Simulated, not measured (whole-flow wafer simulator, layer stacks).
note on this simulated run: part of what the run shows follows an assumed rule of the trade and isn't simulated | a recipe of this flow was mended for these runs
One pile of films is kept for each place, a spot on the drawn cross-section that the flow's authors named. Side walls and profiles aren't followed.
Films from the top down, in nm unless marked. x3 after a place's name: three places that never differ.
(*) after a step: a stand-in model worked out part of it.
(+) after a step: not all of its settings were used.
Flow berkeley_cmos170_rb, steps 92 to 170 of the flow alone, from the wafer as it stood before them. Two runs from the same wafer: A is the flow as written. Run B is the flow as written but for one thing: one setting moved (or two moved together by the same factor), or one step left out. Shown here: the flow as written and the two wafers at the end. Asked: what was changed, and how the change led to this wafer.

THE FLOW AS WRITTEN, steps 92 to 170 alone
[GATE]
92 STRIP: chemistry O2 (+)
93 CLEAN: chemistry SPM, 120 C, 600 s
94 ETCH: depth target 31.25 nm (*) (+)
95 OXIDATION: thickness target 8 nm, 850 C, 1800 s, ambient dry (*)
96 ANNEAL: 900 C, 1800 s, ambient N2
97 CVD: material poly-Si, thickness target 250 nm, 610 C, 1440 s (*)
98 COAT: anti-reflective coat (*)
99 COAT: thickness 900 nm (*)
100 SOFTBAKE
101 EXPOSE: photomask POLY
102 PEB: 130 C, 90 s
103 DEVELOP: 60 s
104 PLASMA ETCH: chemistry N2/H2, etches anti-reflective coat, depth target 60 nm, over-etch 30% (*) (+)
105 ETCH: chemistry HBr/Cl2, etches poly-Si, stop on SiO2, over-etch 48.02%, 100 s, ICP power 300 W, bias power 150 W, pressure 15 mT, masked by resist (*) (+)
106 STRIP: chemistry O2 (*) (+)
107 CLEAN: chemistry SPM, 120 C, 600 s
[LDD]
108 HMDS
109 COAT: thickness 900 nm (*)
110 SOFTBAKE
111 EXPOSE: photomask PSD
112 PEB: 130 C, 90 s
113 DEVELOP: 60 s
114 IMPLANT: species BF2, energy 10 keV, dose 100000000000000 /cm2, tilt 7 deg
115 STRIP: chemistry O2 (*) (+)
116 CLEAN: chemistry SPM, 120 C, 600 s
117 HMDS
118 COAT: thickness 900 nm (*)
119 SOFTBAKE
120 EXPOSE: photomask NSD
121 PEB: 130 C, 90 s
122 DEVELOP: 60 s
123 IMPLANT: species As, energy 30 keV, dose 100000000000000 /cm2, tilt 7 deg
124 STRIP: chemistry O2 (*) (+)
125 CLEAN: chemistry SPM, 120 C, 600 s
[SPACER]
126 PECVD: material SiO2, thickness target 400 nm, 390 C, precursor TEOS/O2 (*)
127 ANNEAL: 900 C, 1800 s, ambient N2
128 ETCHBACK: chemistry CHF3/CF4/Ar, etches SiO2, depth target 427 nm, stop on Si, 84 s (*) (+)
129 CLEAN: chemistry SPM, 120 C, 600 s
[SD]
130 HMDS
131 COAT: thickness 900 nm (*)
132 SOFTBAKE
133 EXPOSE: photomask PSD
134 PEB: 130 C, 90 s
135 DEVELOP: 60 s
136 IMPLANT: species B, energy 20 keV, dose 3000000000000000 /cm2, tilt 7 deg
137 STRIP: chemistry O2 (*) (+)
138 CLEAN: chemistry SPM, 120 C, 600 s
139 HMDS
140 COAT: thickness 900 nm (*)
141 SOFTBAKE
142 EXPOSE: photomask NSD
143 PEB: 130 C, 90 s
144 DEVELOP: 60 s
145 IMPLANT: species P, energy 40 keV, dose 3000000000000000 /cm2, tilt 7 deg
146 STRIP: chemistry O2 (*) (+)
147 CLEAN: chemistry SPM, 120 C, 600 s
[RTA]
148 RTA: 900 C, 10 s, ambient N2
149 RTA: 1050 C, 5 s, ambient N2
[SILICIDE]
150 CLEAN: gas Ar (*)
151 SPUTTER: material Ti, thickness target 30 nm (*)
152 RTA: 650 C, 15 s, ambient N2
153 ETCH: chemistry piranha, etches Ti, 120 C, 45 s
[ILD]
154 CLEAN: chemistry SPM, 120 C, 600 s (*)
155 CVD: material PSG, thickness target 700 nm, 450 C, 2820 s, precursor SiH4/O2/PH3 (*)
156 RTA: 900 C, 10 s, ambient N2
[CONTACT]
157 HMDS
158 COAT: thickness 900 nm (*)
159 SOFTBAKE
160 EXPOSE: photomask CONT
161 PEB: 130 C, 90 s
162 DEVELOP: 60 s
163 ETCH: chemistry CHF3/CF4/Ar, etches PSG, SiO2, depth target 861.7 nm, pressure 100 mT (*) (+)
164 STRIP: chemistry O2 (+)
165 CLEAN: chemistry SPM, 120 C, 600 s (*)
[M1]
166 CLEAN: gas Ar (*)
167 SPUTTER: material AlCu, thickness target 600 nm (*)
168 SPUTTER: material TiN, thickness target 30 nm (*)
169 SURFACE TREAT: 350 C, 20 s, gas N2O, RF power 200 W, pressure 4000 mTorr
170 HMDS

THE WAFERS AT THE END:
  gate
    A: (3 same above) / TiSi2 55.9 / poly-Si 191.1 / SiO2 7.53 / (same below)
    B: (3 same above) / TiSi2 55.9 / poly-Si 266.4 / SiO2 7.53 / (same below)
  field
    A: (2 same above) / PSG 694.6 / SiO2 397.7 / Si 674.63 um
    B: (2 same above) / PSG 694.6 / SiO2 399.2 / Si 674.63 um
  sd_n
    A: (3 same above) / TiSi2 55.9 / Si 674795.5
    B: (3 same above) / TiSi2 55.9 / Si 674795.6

The cause: step 97, CVD: 1872 s was run, where the flow has 1440 s.

How the change led to this, step by step:
  97 CVD: material poly-Si, thickness target 250 nm, 610 C, 1440 s (*)
      field, sd_n, spacer_n and 6 more: A poly-Si +250 (new film) | B poly-Si +325.3 (new film)
  98 COAT: anti-reflective coat (*)
      sd_n: A anti-reflective coat +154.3 (new film) | B anti-reflective coat +158 (new film)
      contact: A anti-reflective coat +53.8 (new film) | B anti-reflective coat +55.6 (new film)
  104 PLASMA ETCH: chemistry N2/H2, etches anti-reflective coat, depth target 60 nm, over-etch 30% (*) (+)
      gate, gate_p: A KrF-resist -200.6 | B KrF-resist -205.4
      sd_n: A anti-reflective coat -154.3 (all of it), poly-Si -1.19 | B anti-reflective coat -158 (all of it), poly-Si -1.22
      (and at 1 more place)
  105 ETCH: chemistry HBr/Cl2, etches poly-Si, stop on SiO2, over-etch 48.02%, 100 s, ICP power 300 W, bias power 150 W, pressure 15 mT, masked by resist (*) (+)
      spacer_n, spacer_p: A poly-Si -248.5 (all of it), SiO2 -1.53 | B poly-Si -323.7 (all of it), SiO2 -0.31
      field: A poly-Si -245 (all of it), SiO2 -1.8 | B poly-Si -320.2 (all of it), SiO2 -0.33
      (and at 4 more places)
  109 COAT: thickness 900 nm (*)
      gate: A KrF-resist +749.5 (new film) | B KrF-resist +685.5 (new film)
      gate_p: A KrF-resist +745.7 (new film) | B KrF-resist +681.7 (new film)
  113 DEVELOP: 60 s
      gate_p: A KrF-resist -744.1 (all of it) | B KrF-resist -680.3 (all of it)
  115 STRIP: chemistry O2 (*) (+)
      gate: A KrF-resist -733 (all of it), chemical SiO2 +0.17 | B KrF-resist -669.1 (all of it), chemical SiO2 +0.17
  118 COAT: thickness 900 nm (*)
      gate: A KrF-resist +748.7 (new film) | B KrF-resist +685.5 (new film)
      gate_p: A KrF-resist +744.7 (new film) | B KrF-resist +681.6 (new film)
  122 DEVELOP: 60 s
      gate: A KrF-resist -747.1 (all of it) | B KrF-resist -684 (all of it)
  124 STRIP: chemistry O2 (*) (+)
      gate_p: A KrF-resist -728.2 (all of it), chemical SiO2 +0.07 | B KrF-resist -665.2 (all of it), chemical SiO2 +0.07
  128 ETCHBACK: chemistry CHF3/CF4/Ar, etches SiO2, depth target 427 nm, stop on Si, 84 s (*) (+)
      spacer_n, spacer_p: A SiO2 -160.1 | B SiO2 -86
  131 COAT: thickness 900 nm (*)
      spacer_n: A KrF-resist +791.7 (new film) | B KrF-resist +736.5 (new film)
      gate: A KrF-resist +770.7 (new film) | B KrF-resist +716.8 (new film)
      (and at 2 more places)
  135 DEVELOP: 60 s
      spacer_p: A KrF-resist -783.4 (all of it) | B KrF-resist -728.5 (all of it)
      gate_p: A KrF-resist -762.3 (all of it) | B KrF-resist -708.7 (all of it)
  137 STRIP: chemistry O2 (*) (+)
      spacer_n: A KrF-resist -775.1 (all of it) | B KrF-resist -720 (all of it)
      gate: A KrF-resist -754.1 (all of it), chemical SiO2 +0.17, poly-Si -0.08 | B KrF-resist -700.3 (all of it), chemical SiO2 +0.17, poly-Si -0.08
  140 COAT: thickness 900 nm (*)
      spacer_n: A KrF-resist +791.4 (new film) | B KrF-resist +736.5 (new film)
      gate: A KrF-resist +770.4 (new film) | B KrF-resist +716.7 (new film)
      (and at 2 more places)
  144 DEVELOP: 60 s
      spacer_n: A KrF-resist -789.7 (all of it) | B KrF-resist -735 (all of it)
      gate: A KrF-resist -768.7 (all of it) | B KrF-resist -715.2 (all of it)
  ... 2 more steps ...
  164 STRIP: chemistry O2 (+)
      spacer_n: A KrF-resist -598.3 (all of it) | B KrF-resist -557.8 (all of it)
      gate: A KrF-resist -577.9 (all of it) | B KrF-resist -542.2 (all of it)
      (and at 3 more places)
